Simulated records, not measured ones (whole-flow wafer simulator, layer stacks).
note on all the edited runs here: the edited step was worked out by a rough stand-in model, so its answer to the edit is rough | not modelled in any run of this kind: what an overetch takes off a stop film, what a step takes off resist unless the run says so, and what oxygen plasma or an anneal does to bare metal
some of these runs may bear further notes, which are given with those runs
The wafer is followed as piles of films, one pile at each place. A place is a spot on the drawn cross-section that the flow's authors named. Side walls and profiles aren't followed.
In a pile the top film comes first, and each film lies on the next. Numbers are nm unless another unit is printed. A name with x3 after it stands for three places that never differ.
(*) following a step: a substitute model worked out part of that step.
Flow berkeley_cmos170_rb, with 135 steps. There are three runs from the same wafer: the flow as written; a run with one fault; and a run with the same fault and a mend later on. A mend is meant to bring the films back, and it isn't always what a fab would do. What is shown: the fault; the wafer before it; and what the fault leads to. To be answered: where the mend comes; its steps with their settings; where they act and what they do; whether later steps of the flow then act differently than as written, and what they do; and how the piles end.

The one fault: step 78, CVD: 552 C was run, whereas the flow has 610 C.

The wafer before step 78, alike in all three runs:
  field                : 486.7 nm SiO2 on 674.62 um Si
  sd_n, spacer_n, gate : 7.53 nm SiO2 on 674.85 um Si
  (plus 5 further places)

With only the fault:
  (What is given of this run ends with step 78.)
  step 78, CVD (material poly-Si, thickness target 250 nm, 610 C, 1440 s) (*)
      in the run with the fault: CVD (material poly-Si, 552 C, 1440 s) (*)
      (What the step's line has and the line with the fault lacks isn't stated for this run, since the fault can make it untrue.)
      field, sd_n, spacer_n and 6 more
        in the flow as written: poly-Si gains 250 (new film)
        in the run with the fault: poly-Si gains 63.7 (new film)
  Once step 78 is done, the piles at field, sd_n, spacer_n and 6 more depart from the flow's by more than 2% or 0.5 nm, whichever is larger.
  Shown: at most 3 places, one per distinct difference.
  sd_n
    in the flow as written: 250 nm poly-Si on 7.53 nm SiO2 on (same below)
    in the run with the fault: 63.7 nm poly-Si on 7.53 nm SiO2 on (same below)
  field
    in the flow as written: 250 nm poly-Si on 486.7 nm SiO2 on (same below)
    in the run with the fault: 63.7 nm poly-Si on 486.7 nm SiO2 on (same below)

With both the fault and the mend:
  The mend stands after step 78.
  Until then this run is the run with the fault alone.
  step 78a, ETCH (chemistry tmah, depth target 73.29 nm)
      field, sd_n, spacer_n and 6 more
        poly-Si loses 63.7 (all of it)
  step 78b, CLEAN (*) (the flow's step 74, run once more)
      alters no film at any place that is followed
  step 78c, CVD (material poly-Si, thickness target 250 nm, 610 C, 1440 s) (*) (the flow's step 78, run once more)
      field, sd_n, spacer_n and 6 more
        poly-Si gains 250 (new film)
  Later steps of the flow that are run all act as written at every place that is followed.
  At every place that both follow, the piles at the end match the flow's.
